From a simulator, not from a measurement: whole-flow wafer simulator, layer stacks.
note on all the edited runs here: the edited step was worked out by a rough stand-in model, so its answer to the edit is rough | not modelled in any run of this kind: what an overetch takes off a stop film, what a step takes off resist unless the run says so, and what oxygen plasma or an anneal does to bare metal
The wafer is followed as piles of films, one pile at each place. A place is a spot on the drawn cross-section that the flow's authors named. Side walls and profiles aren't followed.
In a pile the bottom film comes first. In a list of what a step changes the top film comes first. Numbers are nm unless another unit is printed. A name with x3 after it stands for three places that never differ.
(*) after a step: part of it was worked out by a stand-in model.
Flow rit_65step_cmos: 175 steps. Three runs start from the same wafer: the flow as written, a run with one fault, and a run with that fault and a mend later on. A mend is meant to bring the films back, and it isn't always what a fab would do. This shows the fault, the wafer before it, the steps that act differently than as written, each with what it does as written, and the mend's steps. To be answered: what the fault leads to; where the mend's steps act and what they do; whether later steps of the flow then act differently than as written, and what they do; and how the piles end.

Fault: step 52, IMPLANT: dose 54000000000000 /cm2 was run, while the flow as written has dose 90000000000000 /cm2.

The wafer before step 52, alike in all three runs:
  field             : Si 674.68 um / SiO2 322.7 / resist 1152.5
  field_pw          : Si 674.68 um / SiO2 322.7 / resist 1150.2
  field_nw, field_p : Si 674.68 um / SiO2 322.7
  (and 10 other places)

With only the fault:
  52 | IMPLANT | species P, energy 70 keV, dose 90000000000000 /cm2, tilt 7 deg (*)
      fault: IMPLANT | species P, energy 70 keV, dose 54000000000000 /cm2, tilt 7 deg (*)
      acts as it does as written at every place that is followed
  Steps further on in the flow that do not act as written (not shown: 35 more steps that differ only slightly, by at most 2% or 0.5 nm, whichever is larger):
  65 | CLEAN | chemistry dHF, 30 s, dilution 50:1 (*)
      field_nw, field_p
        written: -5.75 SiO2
        fault: -4.72 SiO2
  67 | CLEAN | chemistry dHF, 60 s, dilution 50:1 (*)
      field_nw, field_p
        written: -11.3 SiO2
        fault: -9.34 SiO2
  When the end is reached, the piles differ only a little from the flow's at the places that both follow, at most by 2% or 0.5 nm, whichever is larger.

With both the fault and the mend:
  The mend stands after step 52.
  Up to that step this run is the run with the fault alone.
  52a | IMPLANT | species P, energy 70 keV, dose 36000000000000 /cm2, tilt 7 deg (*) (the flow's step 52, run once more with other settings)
      alters no film at any place that is followed
  None of the later steps of the flow acts differently than as written at any place that is followed.
  At every place that both follow, the piles at the end match the flow's.
